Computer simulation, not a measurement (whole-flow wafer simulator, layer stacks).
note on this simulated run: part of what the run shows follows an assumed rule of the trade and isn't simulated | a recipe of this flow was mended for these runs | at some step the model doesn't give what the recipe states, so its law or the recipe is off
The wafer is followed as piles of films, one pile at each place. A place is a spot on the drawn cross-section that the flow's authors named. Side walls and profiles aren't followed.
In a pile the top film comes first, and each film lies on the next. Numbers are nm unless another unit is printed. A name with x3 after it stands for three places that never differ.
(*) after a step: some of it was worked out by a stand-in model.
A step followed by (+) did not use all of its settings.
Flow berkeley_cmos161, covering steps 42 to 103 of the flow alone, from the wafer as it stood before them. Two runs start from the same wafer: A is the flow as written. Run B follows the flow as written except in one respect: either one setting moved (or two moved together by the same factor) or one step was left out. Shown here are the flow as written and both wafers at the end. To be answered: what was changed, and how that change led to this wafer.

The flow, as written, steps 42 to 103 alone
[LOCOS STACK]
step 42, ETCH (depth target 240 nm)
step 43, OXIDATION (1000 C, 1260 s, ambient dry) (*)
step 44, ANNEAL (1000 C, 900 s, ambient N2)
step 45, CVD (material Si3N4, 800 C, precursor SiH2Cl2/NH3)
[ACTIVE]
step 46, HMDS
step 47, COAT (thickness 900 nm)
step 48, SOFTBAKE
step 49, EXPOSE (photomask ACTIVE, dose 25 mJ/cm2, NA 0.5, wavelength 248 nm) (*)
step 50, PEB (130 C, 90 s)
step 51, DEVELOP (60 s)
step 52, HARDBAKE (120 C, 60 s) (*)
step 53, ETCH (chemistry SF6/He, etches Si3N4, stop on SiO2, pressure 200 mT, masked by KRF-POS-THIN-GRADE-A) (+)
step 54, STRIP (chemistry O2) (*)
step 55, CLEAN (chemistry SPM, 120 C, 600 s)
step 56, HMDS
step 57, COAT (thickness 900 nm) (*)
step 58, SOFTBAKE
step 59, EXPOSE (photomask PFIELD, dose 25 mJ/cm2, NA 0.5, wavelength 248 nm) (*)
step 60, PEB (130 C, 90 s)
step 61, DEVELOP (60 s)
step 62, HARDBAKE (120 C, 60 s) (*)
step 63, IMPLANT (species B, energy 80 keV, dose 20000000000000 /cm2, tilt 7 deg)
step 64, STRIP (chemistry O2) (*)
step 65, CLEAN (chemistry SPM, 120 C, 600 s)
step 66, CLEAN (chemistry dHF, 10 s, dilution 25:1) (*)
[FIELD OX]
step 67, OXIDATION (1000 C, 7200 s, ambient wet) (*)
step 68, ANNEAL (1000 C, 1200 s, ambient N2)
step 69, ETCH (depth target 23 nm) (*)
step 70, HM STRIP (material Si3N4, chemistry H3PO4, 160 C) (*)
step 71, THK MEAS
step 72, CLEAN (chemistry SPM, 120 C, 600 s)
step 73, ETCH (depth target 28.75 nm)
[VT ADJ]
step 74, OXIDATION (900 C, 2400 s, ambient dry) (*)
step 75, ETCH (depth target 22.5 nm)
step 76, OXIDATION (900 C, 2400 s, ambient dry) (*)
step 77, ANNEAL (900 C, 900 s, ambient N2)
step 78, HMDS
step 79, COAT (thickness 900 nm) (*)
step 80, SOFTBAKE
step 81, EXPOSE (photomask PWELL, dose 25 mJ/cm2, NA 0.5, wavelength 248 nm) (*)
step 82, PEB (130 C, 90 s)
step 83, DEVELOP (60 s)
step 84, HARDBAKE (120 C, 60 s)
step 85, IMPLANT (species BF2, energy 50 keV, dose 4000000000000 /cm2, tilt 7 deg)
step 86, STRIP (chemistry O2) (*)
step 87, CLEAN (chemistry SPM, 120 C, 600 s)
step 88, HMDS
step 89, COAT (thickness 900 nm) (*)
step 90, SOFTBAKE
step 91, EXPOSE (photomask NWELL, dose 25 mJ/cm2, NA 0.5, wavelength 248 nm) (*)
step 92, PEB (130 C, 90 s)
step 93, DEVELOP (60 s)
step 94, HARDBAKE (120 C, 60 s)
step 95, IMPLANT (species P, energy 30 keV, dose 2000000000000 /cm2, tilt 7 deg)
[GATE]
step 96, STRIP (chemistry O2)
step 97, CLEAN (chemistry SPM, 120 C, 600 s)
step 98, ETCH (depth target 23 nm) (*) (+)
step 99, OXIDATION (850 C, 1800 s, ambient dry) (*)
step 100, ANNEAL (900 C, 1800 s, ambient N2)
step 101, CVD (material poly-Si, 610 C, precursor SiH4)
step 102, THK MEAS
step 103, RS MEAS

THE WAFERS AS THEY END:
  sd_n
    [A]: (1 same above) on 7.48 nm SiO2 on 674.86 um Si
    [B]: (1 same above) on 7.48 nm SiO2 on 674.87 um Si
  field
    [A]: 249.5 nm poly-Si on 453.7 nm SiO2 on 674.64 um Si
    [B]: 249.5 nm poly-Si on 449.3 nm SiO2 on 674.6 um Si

The reason: step 43, OXIDATION: 850 C was run, while the flow as written has 1000 C.

The path from the change to this, step by step:
  step 43, OXIDATION (1000 C, 1260 s, ambient dry) (*)
      field, sd_n, spacer_n and 6 more: A +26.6 SiO2 (new film), -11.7 Si | B +6.09 SiO2 (new film), -2.68 Si
  step 53, ETCH (chemistry SF6/He, etches Si3N4, stop on SiO2, pressure 200 mT, masked by KRF-POS-THIN-GRADE-A) (+)
      field: A -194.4 Si3N4 (all of it), -8.27 SiO2 | B -194.4 Si3N4 (all of it), -6.09 SiO2 (all of it), -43 Si
  step 54, STRIP (chemistry O2) (*)
      field: A nothing | B +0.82 chemical SiO2 (new film), -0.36 Si
  step 57, COAT (thickness 900 nm) (*)
      sd_n: A +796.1 KrF-resist (new film) | B +775.6 KrF-resist (new film)
      sd_p: A +813.7 KrF-resist (new film) | B +796.8 KrF-resist (new film)
      (as well as at 1 more place)
  step 64, STRIP (chemistry O2) (*)
      sd_n: A -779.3 KrF-resist (all of it) | B -758.9 KrF-resist (all of it)
      sd_p: A -796.9 KrF-resist (all of it) | B -780 KrF-resist (all of it)
      (as well as at 1 more place)
  step 66, CLEAN (chemistry dHF, 10 s, dilution 25:1) (*)
      field: A -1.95 SiO2 | B -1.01 chemical SiO2 (all of it)
  step 67, OXIDATION (1000 C, 7200 s, ambient wet) (*)
      sd_n, sd_p: A +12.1 SiO2 (new film), -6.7 Si3N4, +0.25 SiO2, -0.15 Si | B +12.1 SiO2 (new film), -6.7 Si3N4
      field: A +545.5 SiO2, -240 Si | B +557.4 SiO2 (new film), -245.2 Si
  step 70, HM STRIP (material Si3N4, chemistry H3PO4, 160 C) (*)
      sd_n, spacer_n, gate_n, sd_p, spacer_p, gate_p, contact, m1: A -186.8 Si3N4 (all of it), -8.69 SiO2 | B +0.5 chemical SiO2 (new film), -186.8 Si3N4 (all of it), -6.09 SiO2 (all of it), -0.22 Si
  step 73, ETCH (depth target 28.75 nm)
      spacer_n, gate_n, spacer_p, gate_p, contact, m1: A -17.9 SiO2 (all of it) | B -0.8 chemical SiO2 (all of it)
      sd_n, sd_p: A -18.1 SiO2 (all of it) | B -0.8 chemical SiO2 (all of it)
  step 79, COAT (thickness 900 nm) (*)
      sd_n: A +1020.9 KrF-resist (new film) | B +993.3 KrF-resist (new film)
      sd_p: A +999.3 KrF-resist (new film) | B +977 KrF-resist (new film)
      (as well as at 2 more places)
  step 83, DEVELOP (60 s)
      sd_n: A -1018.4 KrF-resist (all of it) | B -990.9 KrF-resist (all of it)
      contact: A -992.3 KrF-resist (all of it) | B -971.5 KrF-resist (all of it)
      (as well as at 1 more place)
  step 84, HARDBAKE (120 C, 60 s)
      sd_p: A -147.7 KrF-resist | B -144.4 KrF-resist
  step 86, STRIP (chemistry O2) (*)
      sd_p: A -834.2 KrF-resist (all of it) | B -815.3 KrF-resist (all of it)
  step 89, COAT (thickness 900 nm) (*)
      sd_n: A +1020.9 KrF-resist (new film) | B +993.3 KrF-resist (new film)
      sd_p: A +999.3 KrF-resist (new film) | B +977 KrF-resist (new film)
      (as well as at 2 more places)
  step 93, DEVELOP (60 s)
      sd_p: A -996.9 KrF-resist (all of it) | B -974.6 KrF-resist (all of it)
  step 94, HARDBAKE (120 C, 60 s)
      sd_n: A -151 KrF-resist | B -146.8 KrF-resist
      contact: A -147 KrF-resist | B -143.9 KrF-resist
      (as well as at 1 more place)
  step 96, STRIP (chemistry O2)
      sd_n: A -852.5 KrF-resist (all of it) | B -829.1 KrF-resist (all of it)
      contact: A -830.3 KrF-resist (all of it) | B -812.6 KrF-resist (all of it)
      (as well as at 1 more place)
